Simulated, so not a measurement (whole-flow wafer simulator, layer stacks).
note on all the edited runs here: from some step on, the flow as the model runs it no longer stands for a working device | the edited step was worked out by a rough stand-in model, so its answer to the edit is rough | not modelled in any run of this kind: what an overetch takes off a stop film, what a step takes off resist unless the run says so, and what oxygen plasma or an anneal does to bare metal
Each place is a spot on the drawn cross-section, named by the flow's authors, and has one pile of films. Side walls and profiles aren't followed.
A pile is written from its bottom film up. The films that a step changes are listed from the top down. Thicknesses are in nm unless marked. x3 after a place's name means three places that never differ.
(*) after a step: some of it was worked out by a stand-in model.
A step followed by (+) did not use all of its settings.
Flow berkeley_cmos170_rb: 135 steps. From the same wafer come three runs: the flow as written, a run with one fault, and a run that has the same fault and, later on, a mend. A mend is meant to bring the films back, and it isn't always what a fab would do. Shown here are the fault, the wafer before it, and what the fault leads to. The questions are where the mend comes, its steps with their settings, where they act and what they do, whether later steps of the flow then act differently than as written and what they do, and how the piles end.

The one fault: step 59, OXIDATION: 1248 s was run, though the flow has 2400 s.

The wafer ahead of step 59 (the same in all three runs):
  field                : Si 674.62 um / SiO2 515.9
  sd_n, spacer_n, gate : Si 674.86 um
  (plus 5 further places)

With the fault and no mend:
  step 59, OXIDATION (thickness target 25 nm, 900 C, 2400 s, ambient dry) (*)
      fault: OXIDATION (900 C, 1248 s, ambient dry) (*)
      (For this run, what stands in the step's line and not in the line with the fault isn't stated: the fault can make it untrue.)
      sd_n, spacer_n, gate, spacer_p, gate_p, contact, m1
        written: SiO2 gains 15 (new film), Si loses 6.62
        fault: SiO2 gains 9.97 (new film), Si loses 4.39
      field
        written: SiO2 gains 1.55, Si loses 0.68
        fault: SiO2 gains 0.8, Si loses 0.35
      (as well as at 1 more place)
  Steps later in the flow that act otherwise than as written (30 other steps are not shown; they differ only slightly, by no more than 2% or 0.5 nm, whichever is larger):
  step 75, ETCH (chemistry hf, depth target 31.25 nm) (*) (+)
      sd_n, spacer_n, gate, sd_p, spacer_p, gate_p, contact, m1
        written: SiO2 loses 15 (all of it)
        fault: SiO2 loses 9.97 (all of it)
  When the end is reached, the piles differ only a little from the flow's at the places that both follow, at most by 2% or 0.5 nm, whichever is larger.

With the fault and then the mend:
  The mend stands after step 64.
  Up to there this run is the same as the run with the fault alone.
  step 64a, STRIP (*) (+)
      sd_p
        KrF resist loses 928 (all of it)
      spacer_p
        KrF resist loses 911.2 (all of it)
      gate_p
        KrF resist loses 910.3 (all of it)
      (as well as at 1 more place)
  step 64b, CLEAN (*) (the flow's step 51 again)
      leaves every film unchanged at each place that is followed
  step 64c, OXIDATION (900 C, 1125 s, ambient dry) (*) (the flow's step 59 again, with other settings)
      sd_n, spacer_n, gate, sd_p, spacer_p, gate_p, contact, m1
        SiO2 gains 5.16, Si loses 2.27
      field
        SiO2 gains 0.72, Si loses 0.32
  step 64d, COAT (KrF resist, thickness 900 nm) (*) (the flow's step 61 again)
      field
        KrF resist gains 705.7 (new film)
      sd_n
        KrF resist gains 957.4 (new film)
      spacer_n
        KrF resist gains 924.9 (new film)
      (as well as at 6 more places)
  step 64e, EXPOSE (photomask PWELL) (the flow's step 62 again)
      leaves every film unchanged at each place that is followed
  step 64f, PEB (130 C, 60 s) (*) (the flow's step 63 again)
      leaves every film unchanged at each place that is followed
  step 64g, DEVELOP (developer developer-D-0.26N, 45 s) (the flow's step 64 again)
      sd_p, spacer_p, gate_p, m1
        KrF resist loses 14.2
      field
        KrF resist loses 705.7 (all of it)
      sd_n
        KrF resist loses 957.4 (all of it)
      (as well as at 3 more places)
  Every later step of the flow that is run acts as written, at every place that is followed, to within 2% or 0.5 nm, whichever is larger.
  When the end is reached, the piles differ only a little from the flow's at the places that both follow, at most by 2% or 0.5 nm, whichever is larger.
